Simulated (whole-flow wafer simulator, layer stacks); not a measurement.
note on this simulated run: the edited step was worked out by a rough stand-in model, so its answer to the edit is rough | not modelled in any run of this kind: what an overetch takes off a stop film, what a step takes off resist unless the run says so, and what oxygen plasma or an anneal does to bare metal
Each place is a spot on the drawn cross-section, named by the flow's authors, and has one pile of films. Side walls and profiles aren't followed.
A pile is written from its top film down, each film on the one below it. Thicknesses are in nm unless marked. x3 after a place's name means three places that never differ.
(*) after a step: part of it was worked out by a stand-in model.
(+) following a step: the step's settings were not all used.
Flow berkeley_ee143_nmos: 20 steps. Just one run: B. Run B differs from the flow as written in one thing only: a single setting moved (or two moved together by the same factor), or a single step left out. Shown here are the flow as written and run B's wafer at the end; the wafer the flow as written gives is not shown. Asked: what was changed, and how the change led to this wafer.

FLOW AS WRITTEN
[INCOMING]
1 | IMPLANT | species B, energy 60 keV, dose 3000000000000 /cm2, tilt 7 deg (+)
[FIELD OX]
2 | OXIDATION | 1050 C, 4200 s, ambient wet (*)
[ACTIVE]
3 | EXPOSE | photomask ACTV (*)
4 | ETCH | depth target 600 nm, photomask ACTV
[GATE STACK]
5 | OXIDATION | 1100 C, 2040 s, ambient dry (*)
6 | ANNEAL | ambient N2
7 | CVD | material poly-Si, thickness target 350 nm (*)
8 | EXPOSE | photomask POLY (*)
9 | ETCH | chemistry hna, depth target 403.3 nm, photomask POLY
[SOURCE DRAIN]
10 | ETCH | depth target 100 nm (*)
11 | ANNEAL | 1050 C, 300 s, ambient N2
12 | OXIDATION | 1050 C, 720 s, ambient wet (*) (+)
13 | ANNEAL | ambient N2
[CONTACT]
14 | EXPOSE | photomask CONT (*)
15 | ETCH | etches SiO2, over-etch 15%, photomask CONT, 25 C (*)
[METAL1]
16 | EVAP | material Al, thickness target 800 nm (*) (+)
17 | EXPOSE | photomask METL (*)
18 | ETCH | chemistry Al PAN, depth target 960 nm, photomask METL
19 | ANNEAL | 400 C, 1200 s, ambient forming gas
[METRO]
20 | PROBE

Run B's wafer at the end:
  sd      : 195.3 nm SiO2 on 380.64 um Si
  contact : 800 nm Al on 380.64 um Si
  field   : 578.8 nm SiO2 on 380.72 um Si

Cause: step 10, ETCH: depth target 65 nm was run, though the flow has depth target 100 nm.

How this came from the change, step by step:
  10 | ETCH | depth target 100 nm (*)
      sd, contact: SiO2 loses 65 (in the flow as written it would be: SiO2 loses 79.7 (all of it))
      field: SiO2 loses 65 (in the flow as written it would be: SiO2 loses 100)
  12 | OXIDATION | 1050 C, 720 s, ambient wet (*) (+)
      sd, contact: SiO2 gains 180.6, Si loses 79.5 (in the flow as written it would be: SiO2 gains 189.4 (new film), Si loses 83.4)
      field: SiO2 gains 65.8, Si loses 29 (in the flow as written it would be: SiO2 gains 69.1, Si loses 30.4)
  15 | ETCH | etches SiO2, over-etch 15%, photomask CONT, 25 C (*)
      contact: SiO2 loses 195.3 (all of it) (in the flow as written it would be: SiO2 loses 189.4 (all of it))
